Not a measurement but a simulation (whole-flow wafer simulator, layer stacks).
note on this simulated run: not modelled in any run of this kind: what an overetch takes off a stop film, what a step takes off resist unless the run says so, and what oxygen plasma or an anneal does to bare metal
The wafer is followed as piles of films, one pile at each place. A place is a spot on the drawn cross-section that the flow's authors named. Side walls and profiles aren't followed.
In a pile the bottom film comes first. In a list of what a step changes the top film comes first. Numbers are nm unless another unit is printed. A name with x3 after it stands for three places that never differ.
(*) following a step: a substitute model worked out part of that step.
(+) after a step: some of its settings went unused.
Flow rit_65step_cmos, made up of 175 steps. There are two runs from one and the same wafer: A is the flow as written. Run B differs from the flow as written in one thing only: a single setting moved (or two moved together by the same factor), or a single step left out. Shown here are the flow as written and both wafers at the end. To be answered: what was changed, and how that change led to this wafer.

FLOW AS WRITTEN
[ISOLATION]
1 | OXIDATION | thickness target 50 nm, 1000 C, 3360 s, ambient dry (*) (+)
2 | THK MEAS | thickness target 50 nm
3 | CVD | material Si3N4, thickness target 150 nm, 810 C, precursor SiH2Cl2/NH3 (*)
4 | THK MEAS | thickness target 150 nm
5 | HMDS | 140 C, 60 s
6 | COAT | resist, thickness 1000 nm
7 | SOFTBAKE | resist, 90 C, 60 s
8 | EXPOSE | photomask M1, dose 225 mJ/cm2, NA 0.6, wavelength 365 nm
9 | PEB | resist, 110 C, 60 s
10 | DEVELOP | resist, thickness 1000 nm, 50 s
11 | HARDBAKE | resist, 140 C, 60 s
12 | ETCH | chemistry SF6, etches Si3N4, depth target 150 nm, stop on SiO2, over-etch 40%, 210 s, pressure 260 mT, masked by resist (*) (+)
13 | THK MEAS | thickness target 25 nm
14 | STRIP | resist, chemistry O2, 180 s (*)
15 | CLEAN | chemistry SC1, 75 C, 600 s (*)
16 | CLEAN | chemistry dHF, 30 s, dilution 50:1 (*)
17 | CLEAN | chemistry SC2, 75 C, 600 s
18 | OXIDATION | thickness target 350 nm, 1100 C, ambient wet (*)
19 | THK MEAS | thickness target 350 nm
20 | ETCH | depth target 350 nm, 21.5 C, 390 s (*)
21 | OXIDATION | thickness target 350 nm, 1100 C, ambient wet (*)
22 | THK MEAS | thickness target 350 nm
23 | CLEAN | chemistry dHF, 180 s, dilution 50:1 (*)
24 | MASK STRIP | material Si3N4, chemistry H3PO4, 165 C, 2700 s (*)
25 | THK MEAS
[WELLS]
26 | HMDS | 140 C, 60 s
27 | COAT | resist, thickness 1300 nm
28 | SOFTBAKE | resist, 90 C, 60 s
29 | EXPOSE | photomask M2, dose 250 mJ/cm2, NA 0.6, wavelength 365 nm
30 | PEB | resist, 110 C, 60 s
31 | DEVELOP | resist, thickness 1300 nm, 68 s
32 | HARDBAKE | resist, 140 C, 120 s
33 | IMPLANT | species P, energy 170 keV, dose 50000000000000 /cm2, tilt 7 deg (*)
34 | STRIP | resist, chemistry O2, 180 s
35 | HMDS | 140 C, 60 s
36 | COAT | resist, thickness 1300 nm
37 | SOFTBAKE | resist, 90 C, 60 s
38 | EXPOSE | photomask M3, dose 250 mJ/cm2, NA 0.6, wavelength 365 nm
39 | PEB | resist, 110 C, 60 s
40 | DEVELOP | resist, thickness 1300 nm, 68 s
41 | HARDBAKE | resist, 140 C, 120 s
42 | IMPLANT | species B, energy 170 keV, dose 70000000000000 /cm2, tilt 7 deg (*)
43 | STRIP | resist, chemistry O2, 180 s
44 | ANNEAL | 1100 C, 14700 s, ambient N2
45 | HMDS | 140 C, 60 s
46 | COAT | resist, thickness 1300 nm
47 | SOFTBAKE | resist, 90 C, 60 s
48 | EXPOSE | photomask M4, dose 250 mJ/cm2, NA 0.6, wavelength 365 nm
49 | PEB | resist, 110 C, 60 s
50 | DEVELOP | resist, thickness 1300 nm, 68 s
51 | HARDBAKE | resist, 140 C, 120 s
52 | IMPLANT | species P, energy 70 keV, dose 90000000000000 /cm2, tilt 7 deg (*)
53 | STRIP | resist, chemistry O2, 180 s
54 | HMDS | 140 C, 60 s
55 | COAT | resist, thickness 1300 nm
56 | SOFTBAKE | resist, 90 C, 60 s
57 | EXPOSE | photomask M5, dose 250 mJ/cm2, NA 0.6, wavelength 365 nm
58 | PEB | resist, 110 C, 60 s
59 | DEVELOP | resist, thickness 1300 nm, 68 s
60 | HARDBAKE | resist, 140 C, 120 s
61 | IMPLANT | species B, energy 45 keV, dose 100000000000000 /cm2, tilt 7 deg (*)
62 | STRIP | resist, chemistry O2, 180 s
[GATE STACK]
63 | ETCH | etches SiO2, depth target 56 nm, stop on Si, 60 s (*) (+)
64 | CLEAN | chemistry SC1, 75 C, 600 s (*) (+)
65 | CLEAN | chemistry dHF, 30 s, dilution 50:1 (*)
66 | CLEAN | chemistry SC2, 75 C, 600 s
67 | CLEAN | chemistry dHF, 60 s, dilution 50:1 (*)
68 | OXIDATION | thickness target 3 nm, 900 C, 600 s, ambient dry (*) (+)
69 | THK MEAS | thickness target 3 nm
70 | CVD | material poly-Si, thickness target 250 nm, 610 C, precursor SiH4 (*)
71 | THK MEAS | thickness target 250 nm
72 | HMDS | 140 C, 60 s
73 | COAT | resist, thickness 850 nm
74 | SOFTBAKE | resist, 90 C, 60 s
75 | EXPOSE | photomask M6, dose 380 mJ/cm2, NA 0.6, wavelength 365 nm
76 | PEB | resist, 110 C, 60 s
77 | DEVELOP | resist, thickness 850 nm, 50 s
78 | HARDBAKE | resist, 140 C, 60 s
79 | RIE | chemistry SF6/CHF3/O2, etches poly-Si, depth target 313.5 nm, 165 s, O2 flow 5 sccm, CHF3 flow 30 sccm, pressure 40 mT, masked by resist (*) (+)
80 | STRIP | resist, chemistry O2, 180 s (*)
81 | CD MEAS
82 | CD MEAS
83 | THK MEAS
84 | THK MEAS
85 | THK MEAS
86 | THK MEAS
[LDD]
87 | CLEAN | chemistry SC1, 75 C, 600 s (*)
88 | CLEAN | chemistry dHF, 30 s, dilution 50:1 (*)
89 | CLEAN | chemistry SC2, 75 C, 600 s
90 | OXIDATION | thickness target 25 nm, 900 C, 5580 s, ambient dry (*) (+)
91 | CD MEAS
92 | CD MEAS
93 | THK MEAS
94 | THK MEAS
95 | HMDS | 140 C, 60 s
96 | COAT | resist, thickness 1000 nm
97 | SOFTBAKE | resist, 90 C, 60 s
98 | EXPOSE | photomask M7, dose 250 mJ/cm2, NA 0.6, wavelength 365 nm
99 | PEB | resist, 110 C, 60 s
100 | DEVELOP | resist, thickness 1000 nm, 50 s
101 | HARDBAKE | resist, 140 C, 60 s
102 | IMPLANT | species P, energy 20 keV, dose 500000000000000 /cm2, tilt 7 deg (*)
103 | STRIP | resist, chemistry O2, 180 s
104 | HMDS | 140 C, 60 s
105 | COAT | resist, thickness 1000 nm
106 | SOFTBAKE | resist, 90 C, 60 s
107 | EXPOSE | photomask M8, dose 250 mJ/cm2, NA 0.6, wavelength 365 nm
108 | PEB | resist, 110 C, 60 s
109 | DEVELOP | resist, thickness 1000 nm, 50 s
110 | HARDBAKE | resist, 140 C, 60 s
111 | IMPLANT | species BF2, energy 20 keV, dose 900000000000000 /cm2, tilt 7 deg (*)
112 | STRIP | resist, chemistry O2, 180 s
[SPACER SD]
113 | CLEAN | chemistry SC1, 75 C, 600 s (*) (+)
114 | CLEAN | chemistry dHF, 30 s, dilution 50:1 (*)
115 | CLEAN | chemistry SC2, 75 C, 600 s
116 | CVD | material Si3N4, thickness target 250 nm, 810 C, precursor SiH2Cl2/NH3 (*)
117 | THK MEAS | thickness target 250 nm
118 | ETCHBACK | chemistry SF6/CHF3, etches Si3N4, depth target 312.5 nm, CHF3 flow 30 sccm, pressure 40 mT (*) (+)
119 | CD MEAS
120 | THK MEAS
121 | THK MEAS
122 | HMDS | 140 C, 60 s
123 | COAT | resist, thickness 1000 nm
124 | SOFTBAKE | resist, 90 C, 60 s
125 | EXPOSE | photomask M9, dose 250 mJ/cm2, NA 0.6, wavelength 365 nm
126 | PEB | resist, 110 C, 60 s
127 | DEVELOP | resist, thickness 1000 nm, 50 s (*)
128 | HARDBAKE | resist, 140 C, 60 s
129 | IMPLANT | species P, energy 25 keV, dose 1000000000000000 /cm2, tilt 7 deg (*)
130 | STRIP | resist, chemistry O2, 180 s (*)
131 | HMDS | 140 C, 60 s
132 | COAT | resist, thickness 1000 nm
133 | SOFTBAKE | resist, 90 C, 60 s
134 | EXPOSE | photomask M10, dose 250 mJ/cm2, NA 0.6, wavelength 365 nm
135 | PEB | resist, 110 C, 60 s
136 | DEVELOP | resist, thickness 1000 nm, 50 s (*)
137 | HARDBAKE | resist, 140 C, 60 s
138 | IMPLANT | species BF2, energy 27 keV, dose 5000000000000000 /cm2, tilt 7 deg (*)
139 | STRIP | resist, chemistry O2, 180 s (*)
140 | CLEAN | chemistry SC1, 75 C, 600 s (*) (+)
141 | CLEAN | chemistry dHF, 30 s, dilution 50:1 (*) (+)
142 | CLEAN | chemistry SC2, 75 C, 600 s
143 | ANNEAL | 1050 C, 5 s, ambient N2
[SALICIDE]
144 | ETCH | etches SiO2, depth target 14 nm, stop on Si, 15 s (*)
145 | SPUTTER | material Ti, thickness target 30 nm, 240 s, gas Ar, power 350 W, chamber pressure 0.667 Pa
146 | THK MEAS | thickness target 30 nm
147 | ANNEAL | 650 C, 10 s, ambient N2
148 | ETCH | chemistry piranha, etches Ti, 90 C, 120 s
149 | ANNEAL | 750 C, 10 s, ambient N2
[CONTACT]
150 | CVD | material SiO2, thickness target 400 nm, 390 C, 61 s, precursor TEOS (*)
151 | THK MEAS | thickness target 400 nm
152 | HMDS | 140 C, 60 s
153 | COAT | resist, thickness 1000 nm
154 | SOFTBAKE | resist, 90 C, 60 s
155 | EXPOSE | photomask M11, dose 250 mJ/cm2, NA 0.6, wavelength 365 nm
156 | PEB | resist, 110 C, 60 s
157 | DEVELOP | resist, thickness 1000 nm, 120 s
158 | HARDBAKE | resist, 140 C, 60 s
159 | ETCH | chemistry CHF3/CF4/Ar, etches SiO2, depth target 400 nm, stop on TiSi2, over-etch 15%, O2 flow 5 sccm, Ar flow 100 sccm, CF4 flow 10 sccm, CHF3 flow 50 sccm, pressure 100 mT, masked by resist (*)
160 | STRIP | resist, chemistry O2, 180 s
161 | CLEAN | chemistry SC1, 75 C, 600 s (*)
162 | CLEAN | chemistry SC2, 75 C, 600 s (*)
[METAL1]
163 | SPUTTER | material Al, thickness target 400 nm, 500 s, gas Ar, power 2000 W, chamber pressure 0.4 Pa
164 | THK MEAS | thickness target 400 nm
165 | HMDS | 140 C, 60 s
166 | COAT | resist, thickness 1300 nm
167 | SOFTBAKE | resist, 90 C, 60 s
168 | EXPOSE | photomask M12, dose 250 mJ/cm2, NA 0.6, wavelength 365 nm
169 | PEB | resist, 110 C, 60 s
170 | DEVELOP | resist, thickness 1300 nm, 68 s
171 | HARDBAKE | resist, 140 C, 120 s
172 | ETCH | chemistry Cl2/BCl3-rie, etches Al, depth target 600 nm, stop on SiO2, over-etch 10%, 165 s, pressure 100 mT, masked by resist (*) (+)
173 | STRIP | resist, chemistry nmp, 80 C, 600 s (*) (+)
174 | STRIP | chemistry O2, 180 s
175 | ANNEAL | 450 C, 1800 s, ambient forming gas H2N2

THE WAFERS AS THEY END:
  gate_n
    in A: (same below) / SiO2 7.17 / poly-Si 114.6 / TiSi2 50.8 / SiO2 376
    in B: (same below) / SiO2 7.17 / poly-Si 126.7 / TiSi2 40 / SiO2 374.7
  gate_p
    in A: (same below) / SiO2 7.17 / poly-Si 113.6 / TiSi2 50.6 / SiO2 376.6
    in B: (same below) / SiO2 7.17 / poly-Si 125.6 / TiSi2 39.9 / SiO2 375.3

Cause: step 145, SPUTTER: 180 s was run, whereas the flow has 240 s.

Step by step, how the change led to this:
  145 | SPUTTER | material Ti, thickness target 30 nm, 240 s, gas Ar, power 350 W, chamber pressure 0.667 Pa
      field, field_pw, field_nw, field_p, spacer, spacer_p: A +30 Ti (new film) | B +22.5 Ti (new film)
      gate_n: A +27.3 Ti (new film) | B +20.4 Ti (new film)
      (as well as at 1 more place)
  147 | ANNEAL | 650 C, 10 s, ambient N2
      gate_n: A -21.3 Ti, +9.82 TiSi first (new film), +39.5 TiSi2 C49 (new film), -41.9 poly-Si | B -15.9 Ti, +40.5 TiSi2 C49 (new film), -36.3 poly-Si
      gate_p: A -21.2 Ti, +9.56 TiSi first (new film), +39.6 TiSi2 C49 (new film), -41.9 poly-Si | B -15.9 Ti, +40.4 TiSi2 C49 (new film), -36.2 poly-Si
  148 | ETCH | chemistry piranha, etches Ti, 90 C, 120 s
      gate_n: A -6 Ti (all of it), -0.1 TiSi first | B -4.49 Ti (all of it), -0.11 TiSi2 C49
      gate_p: A -5.97 Ti (all of it), -0.1 TiSi first | B -4.48 Ti (all of it), -0.11 TiSi2 C49
      (as well as at 6 more places)
  149 | ANNEAL | 750 C, 10 s, ambient N2
      gate_n: A +50.8 TiSi2 (new film), -9.72 TiSi first (all of it), -39.5 TiSi2 C49 (all of it), -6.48 poly-Si | B +40 TiSi2 (new film), -40.4 TiSi2 C49 (all of it)
      gate_p: A +50.6 TiSi2 (new film), -9.46 TiSi first (all of it), -39.6 TiSi2 C49 (all of it), -6.31 poly-Si | B +39.9 TiSi2 (new film), -40.3 TiSi2 C49 (all of it)
